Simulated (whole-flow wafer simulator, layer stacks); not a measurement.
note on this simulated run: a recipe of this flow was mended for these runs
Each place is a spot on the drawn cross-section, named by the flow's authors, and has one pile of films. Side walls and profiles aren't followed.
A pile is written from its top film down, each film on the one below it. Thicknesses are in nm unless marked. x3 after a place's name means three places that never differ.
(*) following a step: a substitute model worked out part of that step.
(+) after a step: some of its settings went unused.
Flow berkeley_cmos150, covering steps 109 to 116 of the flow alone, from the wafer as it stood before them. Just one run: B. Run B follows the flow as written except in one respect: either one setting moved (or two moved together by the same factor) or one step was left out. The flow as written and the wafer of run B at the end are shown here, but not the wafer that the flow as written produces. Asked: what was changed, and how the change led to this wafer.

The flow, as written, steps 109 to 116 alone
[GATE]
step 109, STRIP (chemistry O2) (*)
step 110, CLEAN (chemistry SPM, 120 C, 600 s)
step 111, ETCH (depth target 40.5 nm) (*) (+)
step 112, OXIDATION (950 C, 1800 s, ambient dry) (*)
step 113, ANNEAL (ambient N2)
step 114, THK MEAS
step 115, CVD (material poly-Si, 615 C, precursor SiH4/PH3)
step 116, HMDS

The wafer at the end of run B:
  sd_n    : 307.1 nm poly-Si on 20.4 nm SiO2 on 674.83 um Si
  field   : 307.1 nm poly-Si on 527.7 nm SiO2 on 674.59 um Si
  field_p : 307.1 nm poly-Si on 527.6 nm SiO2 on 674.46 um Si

Cause: step 115, CVD: 624 C was run, whereas the flow has 615 C.

The path from the change to this, step by step:
  step 115, CVD (material poly-Si, 615 C, precursor SiH4/PH3)
      field, field_p, sd_n, gate_n, sd_p x2, contact, m1: +307.1 poly-Si (new film) (as written it would have been: +251.5 poly-Si (new film))
